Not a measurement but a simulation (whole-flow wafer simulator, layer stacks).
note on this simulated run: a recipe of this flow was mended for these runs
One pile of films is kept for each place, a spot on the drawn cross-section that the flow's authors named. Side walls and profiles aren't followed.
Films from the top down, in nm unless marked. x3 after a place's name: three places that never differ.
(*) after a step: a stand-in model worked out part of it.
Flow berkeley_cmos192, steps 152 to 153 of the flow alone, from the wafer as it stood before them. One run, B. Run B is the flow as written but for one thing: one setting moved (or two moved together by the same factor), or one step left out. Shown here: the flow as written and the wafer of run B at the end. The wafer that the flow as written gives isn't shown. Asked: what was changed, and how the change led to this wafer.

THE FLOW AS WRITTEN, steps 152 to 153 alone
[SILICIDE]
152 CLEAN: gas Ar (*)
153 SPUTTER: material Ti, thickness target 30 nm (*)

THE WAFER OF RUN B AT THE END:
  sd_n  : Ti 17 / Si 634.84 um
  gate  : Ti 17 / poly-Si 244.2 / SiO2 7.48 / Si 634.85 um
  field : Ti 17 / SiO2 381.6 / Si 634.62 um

The cause: step 153, SPUTTER: thickness target 17 nm was run, where the flow has thickness target 30 nm.
It can be read off the wafer: sd_n has Ti 17, and step 153 as written asks for 30 nm.

How the change led to this, step by step:
  153 SPUTTER: material Ti, thickness target 30 nm (*)
      field, sd_n, spacer_n, gate, spacer_p, gate_p, contact x2: Ti +17 (new film) (as written it would be: Ti +30 (new film))
      sd_p: Ti +16 (new film) (as written it would be: Ti +28.2 (new film))
